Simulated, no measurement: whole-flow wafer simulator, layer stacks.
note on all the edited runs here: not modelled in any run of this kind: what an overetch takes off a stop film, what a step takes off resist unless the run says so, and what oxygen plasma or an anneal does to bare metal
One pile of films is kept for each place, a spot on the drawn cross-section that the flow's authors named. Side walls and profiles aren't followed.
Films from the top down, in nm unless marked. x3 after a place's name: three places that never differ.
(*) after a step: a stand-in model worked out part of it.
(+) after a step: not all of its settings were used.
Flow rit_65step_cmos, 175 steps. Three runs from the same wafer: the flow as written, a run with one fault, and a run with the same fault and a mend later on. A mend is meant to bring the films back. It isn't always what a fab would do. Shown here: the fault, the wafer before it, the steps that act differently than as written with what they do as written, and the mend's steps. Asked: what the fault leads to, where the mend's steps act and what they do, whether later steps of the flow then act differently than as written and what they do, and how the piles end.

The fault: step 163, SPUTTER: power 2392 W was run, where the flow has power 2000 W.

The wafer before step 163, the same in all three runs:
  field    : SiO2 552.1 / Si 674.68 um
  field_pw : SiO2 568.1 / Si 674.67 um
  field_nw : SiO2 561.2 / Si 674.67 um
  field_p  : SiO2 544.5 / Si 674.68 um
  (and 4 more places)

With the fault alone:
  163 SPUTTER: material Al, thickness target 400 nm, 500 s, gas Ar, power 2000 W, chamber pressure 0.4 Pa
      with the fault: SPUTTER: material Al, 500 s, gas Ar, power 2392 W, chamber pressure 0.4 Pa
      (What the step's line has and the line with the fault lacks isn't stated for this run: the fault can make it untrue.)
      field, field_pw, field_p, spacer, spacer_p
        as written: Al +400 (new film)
        with the fault: Al +478.4 (new film)
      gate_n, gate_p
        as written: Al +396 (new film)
        with the fault: Al +469.2 (new film)
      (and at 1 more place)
  Later steps of the flow that act differently than as written (3 more steps differ only slightly, by at most 2% or 0.5 nm, whichever is larger, and aren't shown):
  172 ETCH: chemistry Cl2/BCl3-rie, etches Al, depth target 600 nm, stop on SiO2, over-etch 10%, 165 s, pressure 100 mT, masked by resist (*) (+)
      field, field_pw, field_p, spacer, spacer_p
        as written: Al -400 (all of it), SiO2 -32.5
        with the fault: Al -478.4 (all of it), SiO2 -22.7
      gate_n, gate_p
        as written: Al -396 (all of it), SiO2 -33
        with the fault: Al -469.2 (all of it), SiO2 -23.9
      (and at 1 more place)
  At the end the piles differ from the flow's by more than 2% or 0.5 nm, whichever is larger, at gate_n, gate_p, spacer, spacer_p.
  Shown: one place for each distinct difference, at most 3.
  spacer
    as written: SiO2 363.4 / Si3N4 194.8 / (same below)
    with the fault: SiO2 373.2 / Si3N4 194.8 / (same below)
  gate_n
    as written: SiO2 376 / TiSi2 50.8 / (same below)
    with the fault: SiO2 385.1 / TiSi2 50.8 / (same below)
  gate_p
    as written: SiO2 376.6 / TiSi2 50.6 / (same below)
    with the fault: SiO2 385.8 / TiSi2 50.6 / (same below)

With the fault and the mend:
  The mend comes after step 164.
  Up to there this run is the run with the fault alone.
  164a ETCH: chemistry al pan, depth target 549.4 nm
      field, field_pw, field_nw, field_p, spacer, spacer_p
        Al -478.4 (all of it)
      gate_n, gate_p
        Al -469.2 (all of it)
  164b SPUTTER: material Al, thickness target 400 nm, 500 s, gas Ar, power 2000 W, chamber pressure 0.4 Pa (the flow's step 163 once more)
      field, field_pw, field_p, spacer, spacer_p
        Al +400 (new film)
      gate_n, gate_p
        Al +396 (new film)
      field_nw
        Al +397.2 (new film)
  No later step of the flow acts differently than as written at any place that is followed.
  At the end the piles are the same as the flow's at every place that both follow.
